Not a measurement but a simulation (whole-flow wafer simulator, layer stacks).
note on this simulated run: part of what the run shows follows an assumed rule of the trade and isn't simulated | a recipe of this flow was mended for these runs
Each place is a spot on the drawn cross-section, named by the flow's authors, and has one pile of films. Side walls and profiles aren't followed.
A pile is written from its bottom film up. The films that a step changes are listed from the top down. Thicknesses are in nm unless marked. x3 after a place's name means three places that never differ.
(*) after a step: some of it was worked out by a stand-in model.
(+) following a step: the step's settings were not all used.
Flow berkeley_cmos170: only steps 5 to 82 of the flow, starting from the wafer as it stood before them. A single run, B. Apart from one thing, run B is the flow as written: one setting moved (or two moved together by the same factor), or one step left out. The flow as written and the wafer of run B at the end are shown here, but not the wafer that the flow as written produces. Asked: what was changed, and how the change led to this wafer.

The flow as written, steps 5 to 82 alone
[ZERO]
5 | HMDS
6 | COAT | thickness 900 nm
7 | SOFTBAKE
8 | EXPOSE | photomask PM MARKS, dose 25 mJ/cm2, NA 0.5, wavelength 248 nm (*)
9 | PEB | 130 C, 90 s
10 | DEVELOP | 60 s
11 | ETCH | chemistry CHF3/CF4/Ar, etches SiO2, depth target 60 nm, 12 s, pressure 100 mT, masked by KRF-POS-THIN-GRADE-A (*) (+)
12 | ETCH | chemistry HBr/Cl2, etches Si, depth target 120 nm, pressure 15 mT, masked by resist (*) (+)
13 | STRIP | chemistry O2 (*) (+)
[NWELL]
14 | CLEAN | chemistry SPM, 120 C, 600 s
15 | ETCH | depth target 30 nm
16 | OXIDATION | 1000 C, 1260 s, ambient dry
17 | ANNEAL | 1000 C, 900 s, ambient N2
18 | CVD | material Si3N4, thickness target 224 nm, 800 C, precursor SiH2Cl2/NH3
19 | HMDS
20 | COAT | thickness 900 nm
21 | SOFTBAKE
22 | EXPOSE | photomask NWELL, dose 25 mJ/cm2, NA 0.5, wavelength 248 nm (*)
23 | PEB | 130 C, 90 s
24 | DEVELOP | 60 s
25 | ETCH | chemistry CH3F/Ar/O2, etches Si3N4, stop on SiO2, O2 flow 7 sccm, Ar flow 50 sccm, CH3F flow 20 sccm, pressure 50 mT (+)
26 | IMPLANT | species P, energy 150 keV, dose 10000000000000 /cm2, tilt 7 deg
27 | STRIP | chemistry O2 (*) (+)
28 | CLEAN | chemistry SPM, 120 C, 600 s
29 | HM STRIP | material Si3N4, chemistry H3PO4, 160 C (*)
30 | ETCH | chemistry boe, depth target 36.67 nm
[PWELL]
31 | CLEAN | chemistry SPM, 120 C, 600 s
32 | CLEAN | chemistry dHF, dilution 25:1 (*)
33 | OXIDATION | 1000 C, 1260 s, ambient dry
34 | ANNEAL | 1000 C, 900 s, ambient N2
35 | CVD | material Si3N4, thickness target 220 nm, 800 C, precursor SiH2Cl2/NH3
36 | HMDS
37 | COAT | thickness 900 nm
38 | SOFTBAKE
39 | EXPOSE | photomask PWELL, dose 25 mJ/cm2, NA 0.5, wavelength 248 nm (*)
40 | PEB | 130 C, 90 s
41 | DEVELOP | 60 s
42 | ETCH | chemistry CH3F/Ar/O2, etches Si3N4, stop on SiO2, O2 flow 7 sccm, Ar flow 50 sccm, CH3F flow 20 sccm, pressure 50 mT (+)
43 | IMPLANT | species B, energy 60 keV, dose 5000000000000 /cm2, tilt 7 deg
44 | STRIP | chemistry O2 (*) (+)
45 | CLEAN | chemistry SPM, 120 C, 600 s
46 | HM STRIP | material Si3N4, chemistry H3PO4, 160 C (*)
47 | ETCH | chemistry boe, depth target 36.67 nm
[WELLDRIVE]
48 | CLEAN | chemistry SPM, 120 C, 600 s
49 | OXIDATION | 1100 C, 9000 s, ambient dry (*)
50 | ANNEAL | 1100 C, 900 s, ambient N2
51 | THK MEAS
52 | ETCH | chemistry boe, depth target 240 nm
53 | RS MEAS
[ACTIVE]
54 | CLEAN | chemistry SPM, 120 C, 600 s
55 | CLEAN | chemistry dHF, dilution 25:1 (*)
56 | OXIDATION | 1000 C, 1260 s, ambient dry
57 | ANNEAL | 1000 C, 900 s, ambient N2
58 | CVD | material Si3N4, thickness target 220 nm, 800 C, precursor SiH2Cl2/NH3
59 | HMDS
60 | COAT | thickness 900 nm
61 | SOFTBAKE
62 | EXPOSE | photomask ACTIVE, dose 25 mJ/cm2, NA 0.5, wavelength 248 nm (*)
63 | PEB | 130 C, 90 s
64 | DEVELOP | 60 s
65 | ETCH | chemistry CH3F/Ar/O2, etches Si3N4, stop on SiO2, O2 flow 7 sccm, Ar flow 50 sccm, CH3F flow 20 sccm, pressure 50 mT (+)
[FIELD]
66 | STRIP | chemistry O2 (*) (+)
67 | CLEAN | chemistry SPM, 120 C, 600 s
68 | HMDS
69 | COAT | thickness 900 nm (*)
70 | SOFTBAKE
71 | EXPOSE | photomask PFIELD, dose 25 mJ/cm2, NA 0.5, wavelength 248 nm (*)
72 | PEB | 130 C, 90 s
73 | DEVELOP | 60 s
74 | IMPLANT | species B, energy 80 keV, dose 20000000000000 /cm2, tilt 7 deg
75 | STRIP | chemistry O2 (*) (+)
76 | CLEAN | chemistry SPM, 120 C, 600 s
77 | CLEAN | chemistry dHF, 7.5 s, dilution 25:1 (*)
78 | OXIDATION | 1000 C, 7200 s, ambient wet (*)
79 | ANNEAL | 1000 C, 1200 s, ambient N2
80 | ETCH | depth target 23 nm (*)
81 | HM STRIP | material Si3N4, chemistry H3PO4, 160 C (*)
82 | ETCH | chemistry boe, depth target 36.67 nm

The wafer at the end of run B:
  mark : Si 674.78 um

The reason: step 12, ETCH: depth target 84 nm was run, though the flow has depth target 120 nm.

Step by step, how the change led to this:
  12 | ETCH | chemistry HBr/Cl2, etches Si, depth target 120 nm, pressure 15 mT, masked by resist (*) (+)
      field, sd_n, spacer_n and 9 more: KrF-resist loses 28 (in the flow as written it would be: KrF-resist loses 40)
      mark: Si loses 84 (in the flow as written it would be: Si loses 120)
